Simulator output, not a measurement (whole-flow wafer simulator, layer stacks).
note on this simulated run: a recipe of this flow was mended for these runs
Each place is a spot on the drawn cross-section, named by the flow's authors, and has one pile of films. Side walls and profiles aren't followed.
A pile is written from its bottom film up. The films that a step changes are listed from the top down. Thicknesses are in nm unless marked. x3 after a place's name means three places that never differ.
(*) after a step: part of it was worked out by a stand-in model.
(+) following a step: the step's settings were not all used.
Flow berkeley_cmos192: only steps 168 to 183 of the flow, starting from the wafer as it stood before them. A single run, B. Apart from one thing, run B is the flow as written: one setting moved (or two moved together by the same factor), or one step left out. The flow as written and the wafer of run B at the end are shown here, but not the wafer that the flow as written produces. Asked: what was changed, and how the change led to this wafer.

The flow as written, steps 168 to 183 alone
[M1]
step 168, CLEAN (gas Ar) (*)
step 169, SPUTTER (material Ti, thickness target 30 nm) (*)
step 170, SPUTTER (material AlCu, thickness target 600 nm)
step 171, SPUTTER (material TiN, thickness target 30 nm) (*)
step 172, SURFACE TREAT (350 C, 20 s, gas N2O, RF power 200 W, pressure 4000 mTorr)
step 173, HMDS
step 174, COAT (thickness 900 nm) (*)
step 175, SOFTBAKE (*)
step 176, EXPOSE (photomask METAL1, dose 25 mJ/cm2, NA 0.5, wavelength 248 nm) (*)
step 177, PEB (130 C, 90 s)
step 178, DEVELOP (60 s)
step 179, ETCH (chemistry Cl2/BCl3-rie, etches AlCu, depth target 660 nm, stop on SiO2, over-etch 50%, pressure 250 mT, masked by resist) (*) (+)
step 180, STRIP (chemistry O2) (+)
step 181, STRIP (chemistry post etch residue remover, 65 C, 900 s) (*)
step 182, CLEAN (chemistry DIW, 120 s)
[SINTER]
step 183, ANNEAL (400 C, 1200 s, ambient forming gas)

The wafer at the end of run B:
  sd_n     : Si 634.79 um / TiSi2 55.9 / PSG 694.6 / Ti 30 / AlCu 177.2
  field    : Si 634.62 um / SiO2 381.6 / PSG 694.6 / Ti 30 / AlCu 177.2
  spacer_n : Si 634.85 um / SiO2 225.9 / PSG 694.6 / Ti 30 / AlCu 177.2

The reason: step 170, SPUTTER: thickness target 1140 nm was run, while the flow as written has thickness target 600 nm.

The path from the change to this, step by step:
  step 170, SPUTTER (material AlCu, thickness target 600 nm)
      field, sd_n, spacer_n, gate, spacer_p, gate_p, m1: AlCu gains 1140 (new film) (it would be, as written: AlCu gains 600 (new film))
      sd_p: AlCu gains 1086.8 (new film) (it would be, as written: AlCu gains 557.4 (new film))
      (as well as at 1 more place)
  step 171, SPUTTER (material TiN, thickness target 30 nm) (*)
      contact: TiN gains 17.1 (new film) (it would be, as written: TiN gains 16 (new film))
  step 174, COAT (thickness 900 nm) (*)
      contact: KrF-resist gains 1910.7 (new film) (it would be, as written: KrF-resist gains 1717.4 (new film))
  step 177, PEB (130 C, 90 s)
      contact: KrF-resist loses 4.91 (it would be, as written: KrF-resist loses 4.29)
  step 179, ETCH (chemistry Cl2/BCl3-rie, etches AlCu, depth target 660 nm, stop on SiO2, over-etch 50%, pressure 250 mT, masked by resist) (*) (+)
      field, sd_n, spacer_n, gate, spacer_p, gate_p: TiN loses 30 (all of it), AlCu loses 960 (it would be, as written: TiN loses 30 (all of it), AlCu loses 600 (all of it), Ti loses 30 (all of it), PSG loses 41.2)
      sd_p: TiN loses 26.1 (all of it), AlCu loses 963.9 (it would be, as written: TiN loses 26.2 (all of it), AlCu loses 557.4 (all of it), Ti loses 26.8 (all of it), PSG loses 47.4)
  step 180, STRIP (chemistry O2) (+)
      contact: KrF-resist loses 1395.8 (all of it) (it would be, as written: KrF-resist loses 1203.2 (all of it))
  step 181, STRIP (chemistry post etch residue remover, 65 C, 900 s) (*)
      field, sd_n, spacer_n, gate, sd_p, spacer_p, gate_p: AlCu loses 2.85 (it would be, as written: nothing)
Taking metal films that touch as one body, sd_n has 1 body; the flow as written gives 0 bodies.
Taking metal films that touch as one body, field has 1 body; the flow as written gives 0 bodies.
Taking metal films that touch as one body, spacer_n has 1 body; the flow as written gives 0 bodies.
